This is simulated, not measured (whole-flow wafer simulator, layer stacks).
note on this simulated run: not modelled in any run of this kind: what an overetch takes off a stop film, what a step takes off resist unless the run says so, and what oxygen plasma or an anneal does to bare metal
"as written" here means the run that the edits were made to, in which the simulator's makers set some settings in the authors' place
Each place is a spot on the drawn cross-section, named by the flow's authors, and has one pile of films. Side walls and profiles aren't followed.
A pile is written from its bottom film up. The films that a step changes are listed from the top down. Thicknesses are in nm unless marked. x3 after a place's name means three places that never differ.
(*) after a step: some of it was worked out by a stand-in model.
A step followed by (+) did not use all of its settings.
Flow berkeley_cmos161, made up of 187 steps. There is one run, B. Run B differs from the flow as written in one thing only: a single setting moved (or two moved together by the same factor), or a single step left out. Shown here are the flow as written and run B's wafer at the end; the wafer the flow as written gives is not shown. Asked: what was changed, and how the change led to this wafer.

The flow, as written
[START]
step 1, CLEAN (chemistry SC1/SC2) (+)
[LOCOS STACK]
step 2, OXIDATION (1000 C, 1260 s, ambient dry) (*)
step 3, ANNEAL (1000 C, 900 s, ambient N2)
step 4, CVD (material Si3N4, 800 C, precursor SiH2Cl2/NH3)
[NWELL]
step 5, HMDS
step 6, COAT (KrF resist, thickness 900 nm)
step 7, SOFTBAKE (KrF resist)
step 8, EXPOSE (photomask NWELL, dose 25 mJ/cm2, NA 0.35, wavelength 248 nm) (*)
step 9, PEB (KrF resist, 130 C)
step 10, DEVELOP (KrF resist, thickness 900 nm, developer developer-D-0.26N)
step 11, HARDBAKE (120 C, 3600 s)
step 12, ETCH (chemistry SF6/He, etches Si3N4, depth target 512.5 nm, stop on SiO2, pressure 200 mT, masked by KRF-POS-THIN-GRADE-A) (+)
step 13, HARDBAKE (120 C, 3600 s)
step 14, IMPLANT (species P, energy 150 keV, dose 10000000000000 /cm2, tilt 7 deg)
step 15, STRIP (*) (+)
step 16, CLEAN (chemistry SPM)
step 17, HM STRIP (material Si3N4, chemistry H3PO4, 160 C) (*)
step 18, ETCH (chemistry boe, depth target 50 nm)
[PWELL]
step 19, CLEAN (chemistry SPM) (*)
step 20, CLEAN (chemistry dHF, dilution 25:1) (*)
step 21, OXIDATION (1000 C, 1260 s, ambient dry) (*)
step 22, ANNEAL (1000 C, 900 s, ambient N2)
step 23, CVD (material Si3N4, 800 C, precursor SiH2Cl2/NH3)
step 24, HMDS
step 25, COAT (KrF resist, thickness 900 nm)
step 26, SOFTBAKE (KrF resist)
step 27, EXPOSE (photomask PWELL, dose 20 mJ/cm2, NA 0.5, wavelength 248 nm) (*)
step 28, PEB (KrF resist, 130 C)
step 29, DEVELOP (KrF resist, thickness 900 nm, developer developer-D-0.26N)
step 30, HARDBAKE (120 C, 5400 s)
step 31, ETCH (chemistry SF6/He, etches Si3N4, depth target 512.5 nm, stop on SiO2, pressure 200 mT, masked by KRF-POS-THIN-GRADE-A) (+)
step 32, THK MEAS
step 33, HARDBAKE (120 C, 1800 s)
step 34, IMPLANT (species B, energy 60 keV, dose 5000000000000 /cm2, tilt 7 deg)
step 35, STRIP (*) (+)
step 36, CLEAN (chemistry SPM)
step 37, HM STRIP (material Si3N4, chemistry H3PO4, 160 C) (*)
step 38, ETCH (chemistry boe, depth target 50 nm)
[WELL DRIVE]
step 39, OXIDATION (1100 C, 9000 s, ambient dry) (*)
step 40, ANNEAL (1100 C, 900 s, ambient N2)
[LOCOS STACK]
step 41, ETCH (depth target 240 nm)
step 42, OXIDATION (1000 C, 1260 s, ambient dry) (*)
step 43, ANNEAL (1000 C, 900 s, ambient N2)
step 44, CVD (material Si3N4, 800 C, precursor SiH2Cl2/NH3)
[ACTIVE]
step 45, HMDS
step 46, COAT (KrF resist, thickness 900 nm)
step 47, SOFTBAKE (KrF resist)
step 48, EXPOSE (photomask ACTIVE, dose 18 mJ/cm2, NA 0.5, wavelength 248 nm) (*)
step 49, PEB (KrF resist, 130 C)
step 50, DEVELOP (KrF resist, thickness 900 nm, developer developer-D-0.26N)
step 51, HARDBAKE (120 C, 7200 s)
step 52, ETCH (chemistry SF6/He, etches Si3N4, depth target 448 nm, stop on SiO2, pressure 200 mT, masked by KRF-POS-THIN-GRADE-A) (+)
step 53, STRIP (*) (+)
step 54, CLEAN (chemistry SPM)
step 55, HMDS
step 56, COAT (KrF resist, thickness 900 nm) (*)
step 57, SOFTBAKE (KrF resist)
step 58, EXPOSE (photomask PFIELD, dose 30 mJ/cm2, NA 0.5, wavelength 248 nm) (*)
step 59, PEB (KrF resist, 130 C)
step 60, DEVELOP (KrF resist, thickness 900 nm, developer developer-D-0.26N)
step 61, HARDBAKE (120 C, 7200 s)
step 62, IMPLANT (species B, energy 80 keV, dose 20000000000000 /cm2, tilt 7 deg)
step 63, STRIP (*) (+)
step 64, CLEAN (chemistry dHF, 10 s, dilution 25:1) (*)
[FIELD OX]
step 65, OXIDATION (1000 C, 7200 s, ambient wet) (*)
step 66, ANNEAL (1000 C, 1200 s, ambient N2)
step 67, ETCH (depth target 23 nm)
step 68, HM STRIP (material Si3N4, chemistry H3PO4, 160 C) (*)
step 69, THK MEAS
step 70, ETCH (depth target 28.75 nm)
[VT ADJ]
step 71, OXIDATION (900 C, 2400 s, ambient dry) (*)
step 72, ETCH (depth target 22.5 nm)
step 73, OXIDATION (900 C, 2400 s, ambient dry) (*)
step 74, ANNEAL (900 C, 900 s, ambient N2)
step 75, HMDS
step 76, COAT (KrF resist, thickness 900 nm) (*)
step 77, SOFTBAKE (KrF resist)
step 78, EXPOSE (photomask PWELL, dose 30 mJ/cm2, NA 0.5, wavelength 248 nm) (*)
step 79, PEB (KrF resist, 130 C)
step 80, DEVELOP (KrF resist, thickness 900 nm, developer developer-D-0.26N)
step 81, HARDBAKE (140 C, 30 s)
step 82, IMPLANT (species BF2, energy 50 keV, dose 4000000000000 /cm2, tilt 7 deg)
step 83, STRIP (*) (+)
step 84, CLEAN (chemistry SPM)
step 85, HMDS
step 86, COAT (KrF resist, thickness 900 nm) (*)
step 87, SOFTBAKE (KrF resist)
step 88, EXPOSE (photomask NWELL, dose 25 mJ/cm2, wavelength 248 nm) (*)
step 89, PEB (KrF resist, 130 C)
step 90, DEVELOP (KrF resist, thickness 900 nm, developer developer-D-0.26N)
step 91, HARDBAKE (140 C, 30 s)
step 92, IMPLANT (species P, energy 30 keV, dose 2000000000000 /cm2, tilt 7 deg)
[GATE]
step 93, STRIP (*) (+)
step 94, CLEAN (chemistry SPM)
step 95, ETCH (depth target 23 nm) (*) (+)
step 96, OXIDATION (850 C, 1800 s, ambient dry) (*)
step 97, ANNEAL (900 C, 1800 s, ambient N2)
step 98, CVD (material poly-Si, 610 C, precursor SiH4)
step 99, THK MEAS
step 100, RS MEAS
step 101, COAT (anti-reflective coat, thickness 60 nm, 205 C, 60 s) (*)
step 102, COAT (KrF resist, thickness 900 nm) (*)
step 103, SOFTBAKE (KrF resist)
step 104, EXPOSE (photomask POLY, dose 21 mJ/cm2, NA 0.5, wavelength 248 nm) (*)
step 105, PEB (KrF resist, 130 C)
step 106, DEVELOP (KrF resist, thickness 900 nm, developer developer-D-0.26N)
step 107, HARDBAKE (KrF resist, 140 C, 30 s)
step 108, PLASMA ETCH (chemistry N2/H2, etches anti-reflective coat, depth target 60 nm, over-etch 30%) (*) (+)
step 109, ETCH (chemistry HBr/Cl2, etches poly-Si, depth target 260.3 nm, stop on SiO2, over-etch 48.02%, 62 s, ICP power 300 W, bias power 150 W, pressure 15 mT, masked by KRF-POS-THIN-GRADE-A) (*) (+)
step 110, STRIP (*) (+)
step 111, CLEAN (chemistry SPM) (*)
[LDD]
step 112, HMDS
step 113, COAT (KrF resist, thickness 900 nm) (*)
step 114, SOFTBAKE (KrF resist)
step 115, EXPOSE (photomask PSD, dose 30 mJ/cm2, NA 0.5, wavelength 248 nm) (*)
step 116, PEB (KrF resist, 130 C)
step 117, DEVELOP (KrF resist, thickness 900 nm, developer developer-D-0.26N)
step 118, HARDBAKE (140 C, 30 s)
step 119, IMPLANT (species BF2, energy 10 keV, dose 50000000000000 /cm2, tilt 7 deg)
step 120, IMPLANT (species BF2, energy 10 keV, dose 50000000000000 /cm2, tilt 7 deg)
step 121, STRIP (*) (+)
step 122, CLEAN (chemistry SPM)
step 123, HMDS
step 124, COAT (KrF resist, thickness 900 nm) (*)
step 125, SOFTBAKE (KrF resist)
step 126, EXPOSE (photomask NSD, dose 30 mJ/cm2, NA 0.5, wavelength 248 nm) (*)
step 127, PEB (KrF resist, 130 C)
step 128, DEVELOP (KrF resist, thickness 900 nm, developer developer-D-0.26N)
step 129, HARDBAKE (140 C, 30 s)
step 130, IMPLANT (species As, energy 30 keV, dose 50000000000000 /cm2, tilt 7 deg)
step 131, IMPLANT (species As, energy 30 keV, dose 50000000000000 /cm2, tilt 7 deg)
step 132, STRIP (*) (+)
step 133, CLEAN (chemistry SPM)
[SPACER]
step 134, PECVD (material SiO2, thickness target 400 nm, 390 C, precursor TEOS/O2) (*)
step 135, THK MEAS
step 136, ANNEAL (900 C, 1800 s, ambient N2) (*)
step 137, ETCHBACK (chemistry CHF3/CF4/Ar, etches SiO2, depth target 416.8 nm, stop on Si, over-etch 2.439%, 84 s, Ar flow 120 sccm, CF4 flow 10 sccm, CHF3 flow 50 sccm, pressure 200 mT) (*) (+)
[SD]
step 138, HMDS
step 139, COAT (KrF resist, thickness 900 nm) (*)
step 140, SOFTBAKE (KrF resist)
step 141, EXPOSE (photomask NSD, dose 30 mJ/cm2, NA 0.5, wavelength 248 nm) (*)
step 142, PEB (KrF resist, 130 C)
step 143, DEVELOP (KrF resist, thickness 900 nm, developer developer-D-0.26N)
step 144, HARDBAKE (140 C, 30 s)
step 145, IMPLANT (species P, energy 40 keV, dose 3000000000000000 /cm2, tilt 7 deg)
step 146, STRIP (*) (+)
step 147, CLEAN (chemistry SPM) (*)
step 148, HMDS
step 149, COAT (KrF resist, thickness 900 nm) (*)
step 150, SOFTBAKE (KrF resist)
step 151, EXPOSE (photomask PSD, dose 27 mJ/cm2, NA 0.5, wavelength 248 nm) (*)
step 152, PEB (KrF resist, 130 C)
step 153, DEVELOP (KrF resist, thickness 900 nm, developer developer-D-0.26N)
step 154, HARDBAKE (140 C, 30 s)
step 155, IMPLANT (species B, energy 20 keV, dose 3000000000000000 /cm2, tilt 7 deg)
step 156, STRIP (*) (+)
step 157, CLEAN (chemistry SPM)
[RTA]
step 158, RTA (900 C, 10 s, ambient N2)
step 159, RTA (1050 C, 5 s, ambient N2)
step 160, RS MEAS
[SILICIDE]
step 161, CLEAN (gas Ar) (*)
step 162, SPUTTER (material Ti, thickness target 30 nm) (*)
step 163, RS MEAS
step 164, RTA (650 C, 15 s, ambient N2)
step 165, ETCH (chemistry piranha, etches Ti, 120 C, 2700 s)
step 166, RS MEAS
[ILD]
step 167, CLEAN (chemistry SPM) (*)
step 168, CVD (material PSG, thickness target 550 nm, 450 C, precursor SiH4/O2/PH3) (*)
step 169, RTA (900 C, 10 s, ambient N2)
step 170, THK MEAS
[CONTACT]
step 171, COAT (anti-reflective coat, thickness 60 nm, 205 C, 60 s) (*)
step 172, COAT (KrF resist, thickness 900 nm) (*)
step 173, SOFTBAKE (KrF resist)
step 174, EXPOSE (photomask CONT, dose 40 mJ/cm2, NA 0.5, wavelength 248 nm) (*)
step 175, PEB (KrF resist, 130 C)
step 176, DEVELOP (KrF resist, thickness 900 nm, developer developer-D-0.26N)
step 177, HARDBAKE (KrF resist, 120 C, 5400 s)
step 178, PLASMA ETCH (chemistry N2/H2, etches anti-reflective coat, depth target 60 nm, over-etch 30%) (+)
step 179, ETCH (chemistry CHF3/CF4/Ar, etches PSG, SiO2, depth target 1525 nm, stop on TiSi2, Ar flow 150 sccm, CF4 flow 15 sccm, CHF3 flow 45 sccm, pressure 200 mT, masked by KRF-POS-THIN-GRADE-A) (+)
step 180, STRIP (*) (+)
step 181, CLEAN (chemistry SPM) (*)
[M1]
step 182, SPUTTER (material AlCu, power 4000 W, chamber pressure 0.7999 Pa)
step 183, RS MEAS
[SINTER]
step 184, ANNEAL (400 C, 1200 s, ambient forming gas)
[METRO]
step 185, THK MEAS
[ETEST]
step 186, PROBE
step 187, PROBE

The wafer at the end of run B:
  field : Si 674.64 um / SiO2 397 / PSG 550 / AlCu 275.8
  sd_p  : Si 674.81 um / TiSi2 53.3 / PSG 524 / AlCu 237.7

Cause: step 70, ETCH: depth target 40.25 nm was run, though the flow has depth target 28.75 nm.

How this came from the change, step by step:
  step 70, ETCH (depth target 28.75 nm)
      field: -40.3 SiO2 (as written it would have been: -28.8 SiO2)
  step 101, COAT (anti-reflective coat, thickness 60 nm, 205 C, 60 s) (*)
      sd_n: +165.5 anti-reflective coat (new film) (as written it would have been: +173.5 anti-reflective coat (new film))
      spacer_n: +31 anti-reflective coat (new film) (as written it would have been: +28.7 anti-reflective coat (new film))
      (also at 4 further places)
  step 108, PLASMA ETCH (chemistry N2/H2, etches anti-reflective coat, depth target 60 nm, over-etch 30%) (*) (+)
      sd_n: -165.5 anti-reflective coat (all of it), -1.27 poly-Si (as written it would have been: -173.5 anti-reflective coat (all of it), -1.33 poly-Si)
      spacer_n: -31 anti-reflective coat (all of it), -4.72 poly-Si (as written it would have been: -28.7 anti-reflective coat (all of it), -5.05 poly-Si)
      (also at 2 further places)
  step 110, STRIP (*) (+)
      gate_n: +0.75 chemical SiO2 (new film), -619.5 KrF resist (all of it), -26 anti-reflective coat (all of it), -0.33 poly-Si (as written it would have been: +0.75 chemical SiO2 (new film), -626.8 KrF resist (all of it), -23.7 anti-reflective coat (all of it), -0.33 poly-Si)
      gate_p: +0.75 chemical SiO2 (new film), -593.6 KrF resist (all of it), -29.2 anti-reflective coat (all of it), -0.33 poly-Si (as written it would have been: +0.75 chemical SiO2 (new film), -598.2 KrF resist (all of it), -27.9 anti-reflective coat (all of it), -0.33 poly-Si)
  step 171, COAT (anti-reflective coat, thickness 60 nm, 205 C, 60 s) (*)
      sd_n: +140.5 anti-reflective coat (new film) (as written it would have been: +149.7 anti-reflective coat (new film))
      m1: +95.3 anti-reflective coat (new film) (as written it would have been: +97.8 anti-reflective coat (new film))
  step 180, STRIP (*) (+)
      sd_n: -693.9 KrF resist (all of it), -140.5 anti-reflective coat (all of it) (as written it would have been: -692.5 KrF resist (all of it), -149.7 anti-reflective coat (all of it))
      m1: -735.2 KrF resist (all of it), -95.3 anti-reflective coat (all of it) (as written it would have been: -739.9 KrF resist (all of it), -97.8 anti-reflective coat (all of it))
